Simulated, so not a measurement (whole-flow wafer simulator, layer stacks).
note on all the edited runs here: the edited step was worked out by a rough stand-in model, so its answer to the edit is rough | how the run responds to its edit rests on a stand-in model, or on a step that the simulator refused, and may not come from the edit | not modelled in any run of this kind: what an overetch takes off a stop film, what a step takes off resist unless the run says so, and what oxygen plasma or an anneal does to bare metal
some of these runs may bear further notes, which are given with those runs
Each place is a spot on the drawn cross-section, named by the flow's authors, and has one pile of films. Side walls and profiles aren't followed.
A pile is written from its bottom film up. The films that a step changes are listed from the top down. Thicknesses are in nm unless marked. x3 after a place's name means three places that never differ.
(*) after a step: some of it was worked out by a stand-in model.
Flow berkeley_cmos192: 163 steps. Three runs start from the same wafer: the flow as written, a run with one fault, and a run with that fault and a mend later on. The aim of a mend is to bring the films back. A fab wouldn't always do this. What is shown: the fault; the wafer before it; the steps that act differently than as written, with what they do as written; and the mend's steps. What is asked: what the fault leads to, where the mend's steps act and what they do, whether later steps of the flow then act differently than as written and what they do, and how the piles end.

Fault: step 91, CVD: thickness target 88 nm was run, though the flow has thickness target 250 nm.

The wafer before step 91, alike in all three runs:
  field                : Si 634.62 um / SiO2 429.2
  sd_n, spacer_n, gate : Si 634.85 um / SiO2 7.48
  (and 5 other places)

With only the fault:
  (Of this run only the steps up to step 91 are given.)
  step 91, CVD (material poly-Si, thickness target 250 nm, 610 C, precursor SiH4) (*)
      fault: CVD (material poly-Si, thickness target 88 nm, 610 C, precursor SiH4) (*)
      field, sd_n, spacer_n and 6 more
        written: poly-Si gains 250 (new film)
        fault: poly-Si gains 88 (new film)
  The piles after step 91 differ from the flow's at field, sd_n, spacer_n and 6 more by more than 2% or 0.5 nm, whichever is larger.
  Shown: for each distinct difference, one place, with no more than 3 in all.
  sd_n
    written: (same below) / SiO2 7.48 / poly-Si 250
    fault: (same below) / SiO2 7.48 / poly-Si 88
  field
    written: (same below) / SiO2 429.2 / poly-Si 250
    fault: (same below) / SiO2 429.2 / poly-Si 88

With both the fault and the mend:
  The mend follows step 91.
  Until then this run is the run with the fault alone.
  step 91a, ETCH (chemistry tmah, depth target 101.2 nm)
      field, sd_n, spacer_n and 6 more
        poly-Si loses 88 (all of it)
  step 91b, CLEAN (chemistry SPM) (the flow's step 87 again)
      alters no film at any place that is followed
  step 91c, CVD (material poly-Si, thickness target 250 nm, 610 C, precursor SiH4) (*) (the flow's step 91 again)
      field, sd_n, spacer_n and 6 more
        poly-Si gains 250 (new film)
  Every later step of the flow that is run acts as written at every place that is followed.
  At every place that both follow, the piles at the end match the flow's.
